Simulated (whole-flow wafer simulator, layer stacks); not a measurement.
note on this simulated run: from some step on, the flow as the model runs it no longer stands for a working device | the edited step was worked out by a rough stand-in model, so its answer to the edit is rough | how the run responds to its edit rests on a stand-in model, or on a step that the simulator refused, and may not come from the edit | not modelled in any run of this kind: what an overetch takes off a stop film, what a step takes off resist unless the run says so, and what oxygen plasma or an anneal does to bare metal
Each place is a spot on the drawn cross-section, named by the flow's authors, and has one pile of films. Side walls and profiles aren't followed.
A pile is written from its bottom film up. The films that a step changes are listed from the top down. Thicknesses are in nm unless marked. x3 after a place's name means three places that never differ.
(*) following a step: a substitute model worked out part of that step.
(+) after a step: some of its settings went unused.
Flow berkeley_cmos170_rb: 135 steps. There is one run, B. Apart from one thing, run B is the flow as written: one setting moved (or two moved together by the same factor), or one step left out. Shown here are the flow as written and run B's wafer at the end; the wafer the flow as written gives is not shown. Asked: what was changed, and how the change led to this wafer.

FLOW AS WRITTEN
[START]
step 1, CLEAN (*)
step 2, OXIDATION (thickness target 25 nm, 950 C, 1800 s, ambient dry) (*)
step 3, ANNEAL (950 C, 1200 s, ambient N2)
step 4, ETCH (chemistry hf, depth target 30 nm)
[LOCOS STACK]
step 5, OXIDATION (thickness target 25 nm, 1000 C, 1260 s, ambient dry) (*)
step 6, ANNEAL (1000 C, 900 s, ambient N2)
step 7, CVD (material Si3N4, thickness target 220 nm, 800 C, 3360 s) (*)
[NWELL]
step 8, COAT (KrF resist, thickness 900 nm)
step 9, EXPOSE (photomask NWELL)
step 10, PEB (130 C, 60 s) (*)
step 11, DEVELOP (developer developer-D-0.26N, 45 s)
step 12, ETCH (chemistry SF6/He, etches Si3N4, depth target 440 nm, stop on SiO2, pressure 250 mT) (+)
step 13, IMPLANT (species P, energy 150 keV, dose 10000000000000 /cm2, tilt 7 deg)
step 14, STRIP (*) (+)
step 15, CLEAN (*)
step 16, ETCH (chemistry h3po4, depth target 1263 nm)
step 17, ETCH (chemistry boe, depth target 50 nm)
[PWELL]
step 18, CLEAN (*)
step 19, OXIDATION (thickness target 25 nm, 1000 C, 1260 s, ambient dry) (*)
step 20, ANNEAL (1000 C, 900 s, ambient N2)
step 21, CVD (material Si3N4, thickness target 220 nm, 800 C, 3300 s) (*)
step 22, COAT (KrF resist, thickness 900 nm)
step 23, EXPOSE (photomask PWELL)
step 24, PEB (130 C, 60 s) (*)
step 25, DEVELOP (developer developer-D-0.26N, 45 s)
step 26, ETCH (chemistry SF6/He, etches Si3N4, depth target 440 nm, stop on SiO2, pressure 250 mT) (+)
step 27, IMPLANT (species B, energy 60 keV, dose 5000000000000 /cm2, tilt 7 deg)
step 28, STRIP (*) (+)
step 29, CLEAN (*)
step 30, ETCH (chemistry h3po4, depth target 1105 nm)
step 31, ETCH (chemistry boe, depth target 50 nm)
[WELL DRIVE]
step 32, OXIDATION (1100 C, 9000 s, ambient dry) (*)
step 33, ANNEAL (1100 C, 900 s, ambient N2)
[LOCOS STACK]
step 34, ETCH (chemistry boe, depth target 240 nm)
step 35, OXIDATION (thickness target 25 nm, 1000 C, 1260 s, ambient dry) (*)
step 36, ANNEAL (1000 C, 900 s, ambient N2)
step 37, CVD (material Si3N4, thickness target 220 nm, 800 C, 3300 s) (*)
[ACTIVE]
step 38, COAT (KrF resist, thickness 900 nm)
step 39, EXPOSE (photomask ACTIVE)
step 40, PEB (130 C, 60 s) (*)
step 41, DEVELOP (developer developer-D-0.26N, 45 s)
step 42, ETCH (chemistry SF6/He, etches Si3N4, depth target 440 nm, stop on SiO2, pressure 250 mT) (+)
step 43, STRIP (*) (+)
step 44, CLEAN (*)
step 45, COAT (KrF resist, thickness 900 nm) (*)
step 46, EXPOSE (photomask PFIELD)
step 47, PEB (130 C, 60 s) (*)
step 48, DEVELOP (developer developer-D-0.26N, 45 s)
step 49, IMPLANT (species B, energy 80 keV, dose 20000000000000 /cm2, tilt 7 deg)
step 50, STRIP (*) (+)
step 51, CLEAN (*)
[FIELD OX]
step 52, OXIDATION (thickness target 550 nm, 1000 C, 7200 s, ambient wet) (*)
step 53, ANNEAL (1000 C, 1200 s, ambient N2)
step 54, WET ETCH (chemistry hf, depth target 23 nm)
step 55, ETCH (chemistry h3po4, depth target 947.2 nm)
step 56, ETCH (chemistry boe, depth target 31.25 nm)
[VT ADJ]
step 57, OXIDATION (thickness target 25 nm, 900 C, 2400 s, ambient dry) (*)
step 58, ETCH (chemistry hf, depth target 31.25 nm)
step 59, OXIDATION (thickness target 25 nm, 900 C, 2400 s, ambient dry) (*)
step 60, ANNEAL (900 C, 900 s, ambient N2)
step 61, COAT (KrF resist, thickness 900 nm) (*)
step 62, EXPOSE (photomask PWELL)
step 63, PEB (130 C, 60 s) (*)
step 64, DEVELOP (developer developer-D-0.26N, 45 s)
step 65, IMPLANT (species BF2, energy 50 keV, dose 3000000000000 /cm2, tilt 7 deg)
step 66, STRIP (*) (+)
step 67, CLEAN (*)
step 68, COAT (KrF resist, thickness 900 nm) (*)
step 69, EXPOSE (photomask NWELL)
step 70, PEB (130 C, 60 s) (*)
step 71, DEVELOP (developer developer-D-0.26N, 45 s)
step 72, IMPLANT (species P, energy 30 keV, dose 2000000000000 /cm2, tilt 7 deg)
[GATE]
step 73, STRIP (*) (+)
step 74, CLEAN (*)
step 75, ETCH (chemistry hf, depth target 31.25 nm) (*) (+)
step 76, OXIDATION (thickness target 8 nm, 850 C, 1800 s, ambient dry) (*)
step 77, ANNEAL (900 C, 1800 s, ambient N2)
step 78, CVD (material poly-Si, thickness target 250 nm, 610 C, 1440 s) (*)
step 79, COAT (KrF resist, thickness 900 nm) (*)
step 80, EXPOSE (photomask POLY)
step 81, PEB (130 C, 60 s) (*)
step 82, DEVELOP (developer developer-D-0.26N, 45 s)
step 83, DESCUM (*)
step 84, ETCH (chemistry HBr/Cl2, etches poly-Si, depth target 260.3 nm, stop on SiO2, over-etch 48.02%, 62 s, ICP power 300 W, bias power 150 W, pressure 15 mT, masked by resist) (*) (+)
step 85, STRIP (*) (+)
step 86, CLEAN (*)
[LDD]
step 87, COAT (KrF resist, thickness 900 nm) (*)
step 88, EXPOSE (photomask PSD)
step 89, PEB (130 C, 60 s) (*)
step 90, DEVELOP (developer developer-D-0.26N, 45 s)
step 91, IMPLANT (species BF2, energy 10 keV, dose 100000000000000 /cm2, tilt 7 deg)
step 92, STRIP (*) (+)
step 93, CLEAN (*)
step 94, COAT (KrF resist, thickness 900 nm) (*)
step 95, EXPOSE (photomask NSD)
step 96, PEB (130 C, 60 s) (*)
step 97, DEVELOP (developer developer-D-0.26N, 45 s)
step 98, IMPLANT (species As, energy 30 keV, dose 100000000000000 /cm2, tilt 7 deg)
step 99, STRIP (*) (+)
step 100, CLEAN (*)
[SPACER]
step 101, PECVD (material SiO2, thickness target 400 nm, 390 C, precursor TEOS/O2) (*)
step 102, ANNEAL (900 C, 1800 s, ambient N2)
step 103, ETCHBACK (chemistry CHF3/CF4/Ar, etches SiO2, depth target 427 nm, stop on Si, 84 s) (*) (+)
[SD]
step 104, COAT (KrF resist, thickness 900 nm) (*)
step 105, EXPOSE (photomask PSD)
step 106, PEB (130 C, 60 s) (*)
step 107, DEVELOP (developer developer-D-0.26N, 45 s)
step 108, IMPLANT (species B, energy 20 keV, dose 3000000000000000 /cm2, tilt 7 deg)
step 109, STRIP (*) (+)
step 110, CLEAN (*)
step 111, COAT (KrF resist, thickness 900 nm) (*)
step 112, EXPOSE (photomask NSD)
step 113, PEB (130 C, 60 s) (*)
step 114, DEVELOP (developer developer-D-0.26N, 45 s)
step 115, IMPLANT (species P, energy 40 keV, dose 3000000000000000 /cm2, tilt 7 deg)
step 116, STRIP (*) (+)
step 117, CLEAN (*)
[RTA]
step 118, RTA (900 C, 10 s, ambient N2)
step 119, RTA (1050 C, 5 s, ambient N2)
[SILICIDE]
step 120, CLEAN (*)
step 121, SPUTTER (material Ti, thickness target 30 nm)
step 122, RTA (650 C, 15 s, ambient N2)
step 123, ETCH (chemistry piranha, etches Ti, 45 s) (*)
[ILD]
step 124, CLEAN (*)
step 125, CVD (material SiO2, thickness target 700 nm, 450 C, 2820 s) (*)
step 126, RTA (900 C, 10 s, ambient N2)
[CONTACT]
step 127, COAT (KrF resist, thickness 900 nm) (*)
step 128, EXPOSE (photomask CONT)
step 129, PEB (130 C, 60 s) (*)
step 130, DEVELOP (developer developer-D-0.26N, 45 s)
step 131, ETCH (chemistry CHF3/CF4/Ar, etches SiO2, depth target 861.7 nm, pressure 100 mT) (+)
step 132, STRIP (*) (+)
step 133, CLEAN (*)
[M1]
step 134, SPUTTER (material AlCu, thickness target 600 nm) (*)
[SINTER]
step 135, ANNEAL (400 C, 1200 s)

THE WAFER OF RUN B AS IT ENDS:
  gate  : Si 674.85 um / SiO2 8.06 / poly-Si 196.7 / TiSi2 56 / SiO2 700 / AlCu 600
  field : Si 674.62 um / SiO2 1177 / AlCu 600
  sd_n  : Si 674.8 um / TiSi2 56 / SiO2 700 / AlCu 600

Cause: step 75, ETCH: depth target 12.5 nm was run, though the flow has depth target 31.25 nm.

How this came from the change, step by step:
  step 75, ETCH (chemistry hf, depth target 31.25 nm) (*) (+)
      sd_n, spacer_n, gate, sd_p, spacer_p, gate_p, contact, m1: SiO2 loses 12.5 (it would be, as written: SiO2 loses 15 (all of it))
      field: SiO2 loses 12.5 (it would be, as written: SiO2 loses 31.3)
  step 76, OXIDATION (thickness target 8 nm, 850 C, 1800 s, ambient dry) (*)
      sd_n, spacer_n, gate, sd_p, spacer_p, gate_p, contact, m1: SiO2 gains 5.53, Si loses 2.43 (it would be, as written: SiO2 gains 7.53 (new film), Si loses 3.31)
  step 121, SPUTTER (material Ti, thickness target 30 nm)
      sd_p: Ti gains 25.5 (new film) (it would be, as written: Ti gains 27.1 (new film))
  step 122, RTA (650 C, 15 s, ambient N2)
      sd_p: Ti loses 19.9, TiSi2 C49 gains 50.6 (new film), Si loses 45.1 (it would be, as written: Ti loses 21.1, TiSi first gains 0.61 (new film), TiSi2 C49 gains 52.9 (new film), Si loses 47.6)
  step 126, RTA (900 C, 10 s, ambient N2)
      sd_p: under 1 film: TiSi2 gains 47.6 (new film), TiSi2 C49 loses 50.6 (all of it) (it would be, as written: under 1 film: TiSi2 gains 50.7 (new film), TiSi first loses 0.61 (all of it), TiSi2 C49 loses 52.9 (all of it), Si loses 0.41)
